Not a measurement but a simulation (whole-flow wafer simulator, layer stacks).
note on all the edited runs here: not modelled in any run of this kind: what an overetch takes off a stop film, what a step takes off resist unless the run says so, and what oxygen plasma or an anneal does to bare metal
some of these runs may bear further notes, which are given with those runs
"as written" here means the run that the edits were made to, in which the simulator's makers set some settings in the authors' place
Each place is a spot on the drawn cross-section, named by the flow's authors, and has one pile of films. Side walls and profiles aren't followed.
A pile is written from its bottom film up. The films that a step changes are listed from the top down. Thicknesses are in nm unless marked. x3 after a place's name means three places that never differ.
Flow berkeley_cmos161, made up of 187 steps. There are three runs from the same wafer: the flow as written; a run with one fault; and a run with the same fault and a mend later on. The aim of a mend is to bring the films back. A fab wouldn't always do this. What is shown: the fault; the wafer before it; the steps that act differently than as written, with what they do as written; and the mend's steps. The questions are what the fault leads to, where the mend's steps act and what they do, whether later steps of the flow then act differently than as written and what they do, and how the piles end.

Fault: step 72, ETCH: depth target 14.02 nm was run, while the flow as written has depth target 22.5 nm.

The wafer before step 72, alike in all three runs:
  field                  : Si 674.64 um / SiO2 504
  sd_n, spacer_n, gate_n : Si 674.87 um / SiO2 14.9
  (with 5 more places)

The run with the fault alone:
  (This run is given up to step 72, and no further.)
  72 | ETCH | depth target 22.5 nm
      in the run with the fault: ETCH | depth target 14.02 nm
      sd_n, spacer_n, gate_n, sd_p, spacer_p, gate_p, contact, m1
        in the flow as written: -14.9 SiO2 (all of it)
        in the run with the fault: -14 SiO2
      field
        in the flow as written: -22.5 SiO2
        in the run with the fault: -14 SiO2
  Once step 72 is done, the piles at sd_n, spacer_n, gate_n, sd_p, spacer_p, gate_p, contact, m1 depart from the flow's by more than 2% or 0.5 nm, whichever is larger.
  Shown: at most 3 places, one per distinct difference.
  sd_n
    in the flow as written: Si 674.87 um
    in the run with the fault: Si 674.87 um / SiO2 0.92

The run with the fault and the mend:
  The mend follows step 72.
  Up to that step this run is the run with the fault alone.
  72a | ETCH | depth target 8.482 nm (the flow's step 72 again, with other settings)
      sd_n, spacer_n, gate_n, sd_p, spacer_p, gate_p, contact, m1
        -0.92 SiO2 (all of it)
      field
        -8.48 SiO2
  None of the later steps of the flow differs from how it acts as written, at any place that is followed, by more than 2% or 0.5 nm, whichever is larger.
  By the end, the piles equal the flow's at every place that both follow.
